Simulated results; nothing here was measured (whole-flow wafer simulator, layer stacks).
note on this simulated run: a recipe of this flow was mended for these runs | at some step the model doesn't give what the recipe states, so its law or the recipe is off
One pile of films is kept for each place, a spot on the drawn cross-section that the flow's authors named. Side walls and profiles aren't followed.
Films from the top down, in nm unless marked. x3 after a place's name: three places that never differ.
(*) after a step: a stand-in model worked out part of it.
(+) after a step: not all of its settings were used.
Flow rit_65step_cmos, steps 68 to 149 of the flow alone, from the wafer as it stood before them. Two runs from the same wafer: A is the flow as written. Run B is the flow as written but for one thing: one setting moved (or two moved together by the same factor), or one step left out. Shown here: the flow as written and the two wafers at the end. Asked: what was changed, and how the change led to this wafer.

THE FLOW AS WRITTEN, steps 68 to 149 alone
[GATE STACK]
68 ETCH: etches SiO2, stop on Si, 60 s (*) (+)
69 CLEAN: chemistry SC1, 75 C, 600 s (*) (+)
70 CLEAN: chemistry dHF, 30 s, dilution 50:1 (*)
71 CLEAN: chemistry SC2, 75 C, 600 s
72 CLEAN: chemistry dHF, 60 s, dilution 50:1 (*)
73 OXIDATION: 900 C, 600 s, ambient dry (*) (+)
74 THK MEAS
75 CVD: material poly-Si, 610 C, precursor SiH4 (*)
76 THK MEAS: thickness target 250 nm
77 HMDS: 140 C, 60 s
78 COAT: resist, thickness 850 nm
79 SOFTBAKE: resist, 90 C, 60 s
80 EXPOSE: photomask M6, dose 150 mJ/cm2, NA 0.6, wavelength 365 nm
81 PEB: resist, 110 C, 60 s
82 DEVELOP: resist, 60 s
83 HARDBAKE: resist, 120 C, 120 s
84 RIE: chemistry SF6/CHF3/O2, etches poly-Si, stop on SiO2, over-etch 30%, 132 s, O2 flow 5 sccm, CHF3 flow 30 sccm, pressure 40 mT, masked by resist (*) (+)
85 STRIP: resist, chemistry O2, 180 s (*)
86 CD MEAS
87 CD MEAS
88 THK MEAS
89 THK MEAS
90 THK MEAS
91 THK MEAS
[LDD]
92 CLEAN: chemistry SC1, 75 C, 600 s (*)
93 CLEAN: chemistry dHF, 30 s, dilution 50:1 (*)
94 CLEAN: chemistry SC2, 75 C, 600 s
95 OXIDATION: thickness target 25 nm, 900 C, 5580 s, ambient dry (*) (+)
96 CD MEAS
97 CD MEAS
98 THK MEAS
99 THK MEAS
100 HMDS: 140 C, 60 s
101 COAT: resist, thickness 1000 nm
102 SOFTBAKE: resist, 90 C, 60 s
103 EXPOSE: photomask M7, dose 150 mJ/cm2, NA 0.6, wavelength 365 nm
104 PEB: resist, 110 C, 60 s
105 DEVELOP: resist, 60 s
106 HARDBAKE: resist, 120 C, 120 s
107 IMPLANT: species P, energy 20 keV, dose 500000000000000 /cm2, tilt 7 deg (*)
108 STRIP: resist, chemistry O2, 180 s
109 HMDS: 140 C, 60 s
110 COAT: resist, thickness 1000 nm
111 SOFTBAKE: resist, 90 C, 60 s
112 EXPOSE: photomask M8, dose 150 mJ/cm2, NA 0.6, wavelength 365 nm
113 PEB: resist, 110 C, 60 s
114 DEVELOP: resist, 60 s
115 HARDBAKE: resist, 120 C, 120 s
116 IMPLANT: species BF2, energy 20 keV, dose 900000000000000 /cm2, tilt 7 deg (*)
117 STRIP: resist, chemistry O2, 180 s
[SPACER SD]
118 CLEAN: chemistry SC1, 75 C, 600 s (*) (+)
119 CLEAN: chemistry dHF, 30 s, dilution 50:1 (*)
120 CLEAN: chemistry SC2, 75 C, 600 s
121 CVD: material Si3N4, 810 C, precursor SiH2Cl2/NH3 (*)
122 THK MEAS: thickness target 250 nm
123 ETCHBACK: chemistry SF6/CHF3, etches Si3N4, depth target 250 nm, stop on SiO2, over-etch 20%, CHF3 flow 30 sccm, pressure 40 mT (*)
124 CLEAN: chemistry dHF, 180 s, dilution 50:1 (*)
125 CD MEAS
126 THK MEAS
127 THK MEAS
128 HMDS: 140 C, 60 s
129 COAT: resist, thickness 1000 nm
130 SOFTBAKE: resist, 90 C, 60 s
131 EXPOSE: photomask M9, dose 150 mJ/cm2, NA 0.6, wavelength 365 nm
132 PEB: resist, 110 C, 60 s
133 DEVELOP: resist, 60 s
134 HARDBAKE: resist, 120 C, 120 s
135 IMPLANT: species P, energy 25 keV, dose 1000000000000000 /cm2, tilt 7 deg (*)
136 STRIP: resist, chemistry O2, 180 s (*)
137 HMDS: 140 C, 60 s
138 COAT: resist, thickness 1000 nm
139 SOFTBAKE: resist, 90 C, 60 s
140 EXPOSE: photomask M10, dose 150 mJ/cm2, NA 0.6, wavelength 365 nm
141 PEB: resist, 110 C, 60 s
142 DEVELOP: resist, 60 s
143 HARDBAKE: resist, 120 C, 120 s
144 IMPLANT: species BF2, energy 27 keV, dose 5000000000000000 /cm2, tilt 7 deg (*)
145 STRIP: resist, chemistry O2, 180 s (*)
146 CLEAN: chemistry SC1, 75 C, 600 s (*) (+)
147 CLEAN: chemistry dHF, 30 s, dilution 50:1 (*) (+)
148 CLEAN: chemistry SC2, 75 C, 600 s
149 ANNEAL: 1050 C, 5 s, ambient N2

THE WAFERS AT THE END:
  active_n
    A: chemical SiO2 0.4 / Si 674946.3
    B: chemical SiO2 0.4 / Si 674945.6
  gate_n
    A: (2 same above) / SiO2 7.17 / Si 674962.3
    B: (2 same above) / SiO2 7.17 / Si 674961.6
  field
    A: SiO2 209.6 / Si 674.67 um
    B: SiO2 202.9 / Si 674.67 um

The cause: step 68, ETCH: 67 s was run, where the flow has 60 s; step 69, CLEAN: 675 s was run, where the flow has 600 s.

How the change led to this, step by step:
  68 ETCH: etches SiO2, stop on Si, 60 s (*) (+)
      field, field_pw, field_nw, field_p: A SiO2 -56 | B SiO2 -62.5
  69 CLEAN: chemistry SC1, 75 C, 600 s (*) (+)
      gate_n, gate_p, spacer, spacer_p, sd_n, sd_p, contact, m1: A chemical SiO2 +0.6 (new film), Si -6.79 | B chemical SiO2 +0.6 (new film), Si -7.41
      active_n, active_p: A chemical SiO2 +0.6 (new film), Si -6.8 | B chemical SiO2 +0.6 (new film), Si -7.41
